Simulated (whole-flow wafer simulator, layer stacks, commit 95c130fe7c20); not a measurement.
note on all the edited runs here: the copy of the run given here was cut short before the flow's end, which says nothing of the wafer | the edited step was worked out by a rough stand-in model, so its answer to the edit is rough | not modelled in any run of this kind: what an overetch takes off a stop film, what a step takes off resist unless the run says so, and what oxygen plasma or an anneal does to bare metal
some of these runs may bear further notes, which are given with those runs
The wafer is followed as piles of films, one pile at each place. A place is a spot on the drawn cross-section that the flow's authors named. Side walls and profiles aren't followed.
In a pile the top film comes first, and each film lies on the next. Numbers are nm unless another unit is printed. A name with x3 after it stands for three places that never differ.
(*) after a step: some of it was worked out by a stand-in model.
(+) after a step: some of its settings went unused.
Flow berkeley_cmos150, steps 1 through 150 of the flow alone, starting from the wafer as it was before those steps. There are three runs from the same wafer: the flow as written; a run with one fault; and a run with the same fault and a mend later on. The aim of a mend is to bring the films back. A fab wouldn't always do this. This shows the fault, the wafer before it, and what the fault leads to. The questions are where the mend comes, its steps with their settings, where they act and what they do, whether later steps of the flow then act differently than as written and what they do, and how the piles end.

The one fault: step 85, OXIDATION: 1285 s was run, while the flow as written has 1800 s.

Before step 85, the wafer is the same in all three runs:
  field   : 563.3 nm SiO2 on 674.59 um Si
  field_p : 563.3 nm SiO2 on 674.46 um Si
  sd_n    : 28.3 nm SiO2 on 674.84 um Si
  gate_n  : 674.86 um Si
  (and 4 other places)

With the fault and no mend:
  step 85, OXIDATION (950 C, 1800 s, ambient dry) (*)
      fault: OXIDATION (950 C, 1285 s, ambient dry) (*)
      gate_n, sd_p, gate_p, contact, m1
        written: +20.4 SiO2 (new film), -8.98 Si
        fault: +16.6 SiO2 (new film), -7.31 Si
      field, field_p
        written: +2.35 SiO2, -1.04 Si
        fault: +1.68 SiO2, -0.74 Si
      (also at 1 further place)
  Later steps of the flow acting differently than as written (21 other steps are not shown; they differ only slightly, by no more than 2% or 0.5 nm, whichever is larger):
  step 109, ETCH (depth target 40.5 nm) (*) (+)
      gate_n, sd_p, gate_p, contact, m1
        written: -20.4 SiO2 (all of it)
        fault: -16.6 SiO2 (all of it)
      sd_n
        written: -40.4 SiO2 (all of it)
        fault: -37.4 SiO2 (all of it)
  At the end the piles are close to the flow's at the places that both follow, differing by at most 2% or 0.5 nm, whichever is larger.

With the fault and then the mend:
  After step 94 comes the mend.
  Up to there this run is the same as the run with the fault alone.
  step 94a, STRIP (*) (+)
      field_p
        -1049 KrF resist (all of it)
      sd_p
        -1274.4 KrF resist (all of it)
      gate_p
        -1249.1 KrF resist (all of it)
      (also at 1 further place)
  step 94b, CLEAN (chemistry SPM, 600 s) (the flow's step 77, run once more)
      alters no film at any place that is followed
  step 94c, OXIDATION (950 C, 436 s, ambient dry) (*) (the flow's step 85, run once more with other settings)
      gate_n, sd_p, gate_p, contact, m1
        +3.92 SiO2, -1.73 Si
      field, field_p
        +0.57 SiO2, -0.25 Si
      sd_n
        +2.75 SiO2, -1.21 Si
  step 94d, HMDS (the flow's step 88, run once more)
      alters no film at any place that is followed
  step 94e, COAT (KrF resist, thickness 1100 nm) (*) (the flow's step 89, run once more)
      field
        +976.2 KrF resist (new film)
      field_p
        +1087.8 KrF resist (new film)
      sd_n
        +1243.1 KrF resist (new film)
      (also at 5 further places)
  step 94f, SOFTBAKE (KrF resist) (the flow's step 90, run once more)
      alters no film at any place that is followed
  step 94g, EXPOSE (photomask NWELL INV, NA 0.5, wavelength 248 nm) (*) (the flow's step 91, run once more)
      alters no film at any place that is followed
  step 94h, PEB (KrF resist, 110 C, 90 s) (the flow's step 92, run once more)
      field
        -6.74 KrF resist
      field_p
        -7.53 KrF resist
      sd_n
        -8.63 KrF resist
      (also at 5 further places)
  step 94i, DEVELOP (KrF resist, thickness 1100 nm, developer developer-D-0.26N, 45 s) (the flow's step 93, run once more)
      field_p, sd_p, gate_p, m1
        -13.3 KrF resist
      field
        -969.5 KrF resist (all of it)
      sd_n
        -1234.4 KrF resist (all of it)
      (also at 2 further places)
  step 94j, HARDBAKE (120 C, 7200 s) (the flow's step 94, run once more)
      field_p
        -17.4 KrF resist
      sd_p
        -21.4 KrF resist
      gate_p
        -20.9 KrF resist
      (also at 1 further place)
  Every later step of the flow that is run acts as written, at every place that is followed, to within 2% or 0.5 nm, whichever is larger.
  At the end the piles are close to the flow's at the places that both follow, differing by at most 2% or 0.5 nm, whichever is larger.
